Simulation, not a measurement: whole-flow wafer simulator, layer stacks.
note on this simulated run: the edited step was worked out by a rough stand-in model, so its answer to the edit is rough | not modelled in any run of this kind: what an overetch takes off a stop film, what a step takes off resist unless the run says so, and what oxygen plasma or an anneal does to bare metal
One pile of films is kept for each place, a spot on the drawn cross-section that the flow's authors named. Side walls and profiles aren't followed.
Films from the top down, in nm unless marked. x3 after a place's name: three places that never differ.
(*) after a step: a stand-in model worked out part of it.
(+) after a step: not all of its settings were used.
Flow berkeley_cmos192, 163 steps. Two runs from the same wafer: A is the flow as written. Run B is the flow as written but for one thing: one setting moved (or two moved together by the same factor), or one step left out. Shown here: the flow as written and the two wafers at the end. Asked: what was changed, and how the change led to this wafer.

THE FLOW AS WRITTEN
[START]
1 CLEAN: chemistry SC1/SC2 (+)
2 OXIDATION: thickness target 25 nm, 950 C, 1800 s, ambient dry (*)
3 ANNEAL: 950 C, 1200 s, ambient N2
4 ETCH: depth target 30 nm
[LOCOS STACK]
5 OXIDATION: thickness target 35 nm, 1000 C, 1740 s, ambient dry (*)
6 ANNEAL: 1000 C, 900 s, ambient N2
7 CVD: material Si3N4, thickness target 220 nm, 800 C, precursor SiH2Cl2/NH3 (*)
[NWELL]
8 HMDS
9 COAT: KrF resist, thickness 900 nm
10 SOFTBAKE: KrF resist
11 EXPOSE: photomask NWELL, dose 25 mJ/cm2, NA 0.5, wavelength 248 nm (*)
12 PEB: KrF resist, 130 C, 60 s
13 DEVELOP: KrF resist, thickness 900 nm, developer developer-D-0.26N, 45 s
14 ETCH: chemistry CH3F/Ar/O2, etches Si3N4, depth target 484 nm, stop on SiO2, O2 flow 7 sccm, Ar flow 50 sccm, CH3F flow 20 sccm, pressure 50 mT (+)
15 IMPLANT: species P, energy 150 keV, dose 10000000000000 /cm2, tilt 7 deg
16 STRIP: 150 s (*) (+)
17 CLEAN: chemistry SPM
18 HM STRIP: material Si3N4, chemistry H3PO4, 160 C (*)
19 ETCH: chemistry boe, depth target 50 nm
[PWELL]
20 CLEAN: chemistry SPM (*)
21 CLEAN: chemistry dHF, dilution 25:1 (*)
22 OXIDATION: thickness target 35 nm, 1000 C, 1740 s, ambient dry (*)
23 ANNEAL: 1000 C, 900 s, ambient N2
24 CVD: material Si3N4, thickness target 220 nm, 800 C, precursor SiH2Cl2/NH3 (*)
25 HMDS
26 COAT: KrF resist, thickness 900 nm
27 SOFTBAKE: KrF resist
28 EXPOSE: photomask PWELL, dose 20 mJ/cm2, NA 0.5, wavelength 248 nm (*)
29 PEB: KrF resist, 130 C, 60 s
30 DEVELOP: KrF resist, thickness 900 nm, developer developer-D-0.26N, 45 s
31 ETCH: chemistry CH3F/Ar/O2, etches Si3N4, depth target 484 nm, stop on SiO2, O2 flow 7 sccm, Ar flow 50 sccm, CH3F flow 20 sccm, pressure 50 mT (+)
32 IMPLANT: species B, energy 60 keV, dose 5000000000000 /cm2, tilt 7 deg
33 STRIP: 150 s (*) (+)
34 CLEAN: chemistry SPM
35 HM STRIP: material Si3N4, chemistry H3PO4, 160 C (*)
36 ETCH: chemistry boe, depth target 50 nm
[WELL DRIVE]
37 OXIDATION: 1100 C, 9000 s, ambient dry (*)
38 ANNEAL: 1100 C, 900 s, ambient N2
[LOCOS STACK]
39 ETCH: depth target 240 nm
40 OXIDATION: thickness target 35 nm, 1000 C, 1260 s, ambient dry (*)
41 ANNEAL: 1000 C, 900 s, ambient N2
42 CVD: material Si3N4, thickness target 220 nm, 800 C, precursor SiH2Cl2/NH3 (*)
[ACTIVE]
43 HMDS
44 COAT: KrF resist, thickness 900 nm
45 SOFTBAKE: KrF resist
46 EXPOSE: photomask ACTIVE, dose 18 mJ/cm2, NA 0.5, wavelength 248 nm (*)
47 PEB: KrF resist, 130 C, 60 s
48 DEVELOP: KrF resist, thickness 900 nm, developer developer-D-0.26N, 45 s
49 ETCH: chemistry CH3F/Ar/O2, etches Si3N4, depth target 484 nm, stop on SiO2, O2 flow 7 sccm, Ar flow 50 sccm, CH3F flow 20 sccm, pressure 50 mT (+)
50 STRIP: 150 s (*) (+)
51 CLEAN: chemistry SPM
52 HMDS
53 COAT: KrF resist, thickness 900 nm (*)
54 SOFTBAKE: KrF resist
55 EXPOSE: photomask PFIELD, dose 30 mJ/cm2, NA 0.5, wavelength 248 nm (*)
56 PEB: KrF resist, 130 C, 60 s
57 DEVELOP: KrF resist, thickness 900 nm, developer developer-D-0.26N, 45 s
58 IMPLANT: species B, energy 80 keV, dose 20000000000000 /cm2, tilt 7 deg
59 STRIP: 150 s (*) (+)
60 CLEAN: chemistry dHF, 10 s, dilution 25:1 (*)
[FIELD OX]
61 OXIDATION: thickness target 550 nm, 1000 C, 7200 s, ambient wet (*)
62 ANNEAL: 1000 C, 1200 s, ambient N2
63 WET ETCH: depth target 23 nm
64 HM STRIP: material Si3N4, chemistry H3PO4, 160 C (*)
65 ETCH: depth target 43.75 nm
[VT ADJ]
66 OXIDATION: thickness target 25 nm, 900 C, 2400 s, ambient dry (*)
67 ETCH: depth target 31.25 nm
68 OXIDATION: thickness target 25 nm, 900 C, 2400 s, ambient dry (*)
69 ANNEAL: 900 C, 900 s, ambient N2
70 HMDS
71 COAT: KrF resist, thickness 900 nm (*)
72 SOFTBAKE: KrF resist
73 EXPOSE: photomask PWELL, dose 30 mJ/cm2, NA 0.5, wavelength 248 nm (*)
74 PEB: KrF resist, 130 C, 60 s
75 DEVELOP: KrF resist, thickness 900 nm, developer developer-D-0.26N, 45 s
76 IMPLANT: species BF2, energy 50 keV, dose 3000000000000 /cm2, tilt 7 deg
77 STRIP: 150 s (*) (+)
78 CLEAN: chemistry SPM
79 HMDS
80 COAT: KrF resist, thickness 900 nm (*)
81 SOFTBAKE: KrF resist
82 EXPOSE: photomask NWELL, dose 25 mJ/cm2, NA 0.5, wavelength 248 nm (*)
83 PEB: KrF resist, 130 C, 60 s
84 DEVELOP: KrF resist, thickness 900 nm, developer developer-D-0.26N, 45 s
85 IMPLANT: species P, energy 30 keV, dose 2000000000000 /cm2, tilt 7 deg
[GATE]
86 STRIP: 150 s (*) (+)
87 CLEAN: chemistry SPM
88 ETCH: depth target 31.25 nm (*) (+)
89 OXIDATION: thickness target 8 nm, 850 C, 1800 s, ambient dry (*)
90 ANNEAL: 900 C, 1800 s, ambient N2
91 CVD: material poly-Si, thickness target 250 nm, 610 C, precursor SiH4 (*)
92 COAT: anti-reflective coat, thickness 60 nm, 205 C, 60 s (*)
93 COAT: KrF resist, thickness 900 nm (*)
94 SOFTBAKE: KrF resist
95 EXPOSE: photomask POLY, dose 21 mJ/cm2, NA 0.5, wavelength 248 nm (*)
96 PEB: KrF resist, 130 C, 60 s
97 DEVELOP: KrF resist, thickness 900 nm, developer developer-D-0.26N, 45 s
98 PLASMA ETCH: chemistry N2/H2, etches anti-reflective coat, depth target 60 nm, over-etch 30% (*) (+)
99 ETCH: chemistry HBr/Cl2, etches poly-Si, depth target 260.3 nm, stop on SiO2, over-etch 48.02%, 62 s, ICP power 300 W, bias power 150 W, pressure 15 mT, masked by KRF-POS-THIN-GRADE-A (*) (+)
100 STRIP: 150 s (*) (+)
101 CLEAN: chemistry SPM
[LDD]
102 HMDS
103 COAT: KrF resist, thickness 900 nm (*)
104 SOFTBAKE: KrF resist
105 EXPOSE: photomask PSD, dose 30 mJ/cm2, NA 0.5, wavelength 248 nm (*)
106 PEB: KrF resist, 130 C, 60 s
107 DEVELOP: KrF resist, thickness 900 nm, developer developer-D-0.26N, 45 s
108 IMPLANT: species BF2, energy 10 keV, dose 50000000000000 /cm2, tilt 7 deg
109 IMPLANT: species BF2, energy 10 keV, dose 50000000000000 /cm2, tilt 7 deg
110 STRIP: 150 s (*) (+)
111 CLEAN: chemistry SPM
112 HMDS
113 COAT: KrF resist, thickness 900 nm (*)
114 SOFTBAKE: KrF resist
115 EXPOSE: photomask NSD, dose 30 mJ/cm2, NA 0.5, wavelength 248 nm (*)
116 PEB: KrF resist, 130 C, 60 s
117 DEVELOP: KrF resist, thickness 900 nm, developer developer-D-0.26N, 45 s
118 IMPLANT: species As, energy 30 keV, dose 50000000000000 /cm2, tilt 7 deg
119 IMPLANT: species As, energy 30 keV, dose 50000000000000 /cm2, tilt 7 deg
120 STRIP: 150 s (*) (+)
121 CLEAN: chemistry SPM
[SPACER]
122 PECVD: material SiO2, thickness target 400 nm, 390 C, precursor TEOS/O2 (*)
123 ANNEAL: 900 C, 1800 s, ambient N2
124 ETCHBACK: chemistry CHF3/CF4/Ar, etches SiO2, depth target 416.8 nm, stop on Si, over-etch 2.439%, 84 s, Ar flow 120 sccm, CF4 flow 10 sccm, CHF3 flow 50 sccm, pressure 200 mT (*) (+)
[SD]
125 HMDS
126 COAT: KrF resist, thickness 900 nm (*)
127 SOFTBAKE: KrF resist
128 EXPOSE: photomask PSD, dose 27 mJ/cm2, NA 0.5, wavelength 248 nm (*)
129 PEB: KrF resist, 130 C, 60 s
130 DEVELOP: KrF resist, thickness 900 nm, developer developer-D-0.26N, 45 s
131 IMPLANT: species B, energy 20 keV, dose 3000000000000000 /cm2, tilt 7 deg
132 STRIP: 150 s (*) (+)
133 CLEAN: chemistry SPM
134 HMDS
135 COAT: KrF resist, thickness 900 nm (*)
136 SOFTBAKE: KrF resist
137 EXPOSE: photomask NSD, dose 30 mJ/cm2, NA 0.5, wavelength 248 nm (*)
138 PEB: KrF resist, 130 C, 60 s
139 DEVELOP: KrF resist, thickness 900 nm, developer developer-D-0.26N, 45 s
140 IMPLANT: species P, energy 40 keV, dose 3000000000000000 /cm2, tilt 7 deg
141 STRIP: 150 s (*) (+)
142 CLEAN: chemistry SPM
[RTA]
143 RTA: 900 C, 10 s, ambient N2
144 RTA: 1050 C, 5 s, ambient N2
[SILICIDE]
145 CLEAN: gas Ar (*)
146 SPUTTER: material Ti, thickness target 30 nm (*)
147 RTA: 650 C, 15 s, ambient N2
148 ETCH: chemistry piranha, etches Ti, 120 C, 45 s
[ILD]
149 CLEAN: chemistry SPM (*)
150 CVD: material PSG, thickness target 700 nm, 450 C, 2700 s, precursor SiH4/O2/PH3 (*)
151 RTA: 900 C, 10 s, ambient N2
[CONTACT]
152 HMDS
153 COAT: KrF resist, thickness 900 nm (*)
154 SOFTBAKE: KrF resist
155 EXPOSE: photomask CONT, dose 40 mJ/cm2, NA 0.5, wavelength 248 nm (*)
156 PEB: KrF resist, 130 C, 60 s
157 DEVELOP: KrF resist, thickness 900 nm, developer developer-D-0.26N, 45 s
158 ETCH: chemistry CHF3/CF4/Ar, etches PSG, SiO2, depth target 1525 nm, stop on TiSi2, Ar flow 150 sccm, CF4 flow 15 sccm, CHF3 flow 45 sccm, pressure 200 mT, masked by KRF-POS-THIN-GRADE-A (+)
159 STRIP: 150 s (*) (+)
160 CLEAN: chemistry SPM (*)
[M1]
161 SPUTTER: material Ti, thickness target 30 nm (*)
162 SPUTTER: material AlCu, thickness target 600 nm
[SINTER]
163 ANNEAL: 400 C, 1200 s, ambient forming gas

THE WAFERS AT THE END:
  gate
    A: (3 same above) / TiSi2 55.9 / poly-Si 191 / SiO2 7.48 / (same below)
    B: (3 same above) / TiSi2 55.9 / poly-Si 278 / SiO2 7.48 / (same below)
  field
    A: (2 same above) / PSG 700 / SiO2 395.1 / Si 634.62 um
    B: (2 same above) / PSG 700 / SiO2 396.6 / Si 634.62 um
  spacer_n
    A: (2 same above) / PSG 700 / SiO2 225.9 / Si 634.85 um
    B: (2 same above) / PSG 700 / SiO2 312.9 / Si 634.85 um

The cause: step 91, CVD: thickness target 337 nm was run, where the flow has thickness target 250 nm.

How the change led to this, step by step:
  91 CVD: material poly-Si, thickness target 250 nm, 610 C, precursor SiH4 (*)
      field, sd_n, spacer_n and 6 more: A poly-Si +250 (new film) | B poly-Si +337 (new film)
  92 COAT: anti-reflective coat, thickness 60 nm, 205 C, 60 s (*)
      field: A anti-reflective coat +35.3 (new film) | B anti-reflective coat +36.1 (new film)
      sd_n: A anti-reflective coat +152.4 (new film) | B anti-reflective coat +156.3 (new film)
      (and at 1 more place)
  98 PLASMA ETCH: chemistry N2/H2, etches anti-reflective coat, depth target 60 nm, over-etch 30% (*) (+)
      field: A anti-reflective coat -35.3 (all of it), poly-Si -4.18 | B anti-reflective coat -36.1 (all of it), poly-Si -4.28
      sd_n: A anti-reflective coat -152.4 (all of it), poly-Si -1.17 | B anti-reflective coat -156.3 (all of it), poly-Si -1.2
      (and at 1 more place)
  99 ETCH: chemistry HBr/Cl2, etches poly-Si, depth target 260.3 nm, stop on SiO2, over-etch 48.02%, 62 s, ICP power 300 W, bias power 150 W, pressure 15 mT, masked by KRF-POS-THIN-GRADE-A (*) (+)
      field, spacer_n, spacer_p: A poly-Si -245.8 (all of it), SiO2 -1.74 | B poly-Si -332.7 (all of it), SiO2 -0.26
      sd_n: A poly-Si -248.8 (all of it), SiO2 -1.51 | B poly-Si -335.8 (all of it), SiO2 -0.25
      (and at 3 more places)
  103 COAT: KrF resist, thickness 900 nm (*)
      gate: A KrF resist +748 (new film) | B KrF resist +675 (new film)
      gate_p: A KrF resist +744.1 (new film) | B KrF resist +671.1 (new film)
  107 DEVELOP: KrF resist, thickness 900 nm, developer developer-D-0.26N, 45 s
      gate_p: A KrF resist -742.9 (all of it) | B KrF resist -670.1 (all of it)
  110 STRIP: 150 s (*) (+)
      gate: A KrF resist -732.7 (all of it), chemical SiO2 +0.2, poly-Si -0.09 | B KrF resist -659.8 (all of it), chemical SiO2 +0.2, poly-Si -0.09
  113 COAT: KrF resist, thickness 900 nm (*)
      gate: A KrF resist +747.9 (new film) | B KrF resist +674.9 (new film)
      gate_p: A KrF resist +743.9 (new film) | B KrF resist +671 (new film)
  117 DEVELOP: KrF resist, thickness 900 nm, developer developer-D-0.26N, 45 s
      gate: A KrF resist -746.8 (all of it) | B KrF resist -673.9 (all of it)
  120 STRIP: 150 s (*) (+)
      gate_p: A KrF resist -728.6 (all of it), chemical SiO2 +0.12, poly-Si -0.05 | B KrF resist -655.8 (all of it), chemical SiO2 +0.12, poly-Si -0.05
  124 ETCHBACK: chemistry CHF3/CF4/Ar, etches SiO2, depth target 416.8 nm, stop on Si, over-etch 2.439%, 84 s, Ar flow 120 sccm, CF4 flow 10 sccm, CHF3 flow 50 sccm, pressure 200 mT (*) (+)
      spacer_n: A SiO2 -160 | B SiO2 -73.2
      spacer_p: A SiO2 -159.9 | B SiO2 -73.2
  126 COAT: KrF resist, thickness 900 nm (*)
      spacer_n: A KrF resist +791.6 (new film) | B KrF resist +728 (new film)
      gate: A KrF resist +771.5 (new film) | B KrF resist +709.4 (new film)
      (and at 2 more places)
  130 DEVELOP: KrF resist, thickness 900 nm, developer developer-D-0.26N, 45 s
      spacer_p: A KrF resist -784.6 (all of it) | B KrF resist -721.3 (all of it)
      gate_p: A KrF resist -764.3 (all of it) | B KrF resist -702.6 (all of it)
  132 STRIP: 150 s (*) (+)
      spacer_n: A KrF resist -776.1 (all of it) | B KrF resist -712.7 (all of it)
      gate: A chemical SiO2 +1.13 (new film), KrF resist -756.1 (all of it), poly-Si -0.5 | B chemical SiO2 +1.13 (new film), KrF resist -694.1 (all of it), poly-Si -0.5
  135 COAT: KrF resist, thickness 900 nm (*)
      spacer_n: A KrF resist +791.1 (new film) | B KrF resist +728.3 (new film)
      gate: A KrF resist +770.3 (new film) | B KrF resist +709 (new film)
      (and at 2 more places)
  139 DEVELOP: KrF resist, thickness 900 nm, developer developer-D-0.26N, 45 s
      spacer_n: A KrF resist -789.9 (all of it) | B KrF resist -727.2 (all of it)
      gate: A KrF resist -769.1 (all of it) | B KrF resist -708 (all of it)
  ... 2 more steps ...
  159 STRIP: 150 s (*) (+)
      spacer_n: A KrF resist -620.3 (all of it) | B KrF resist -573.5 (all of it)
      gate: A KrF resist -600.1 (all of it) | B KrF resist -558.8 (all of it)
      (and at 3 more places)
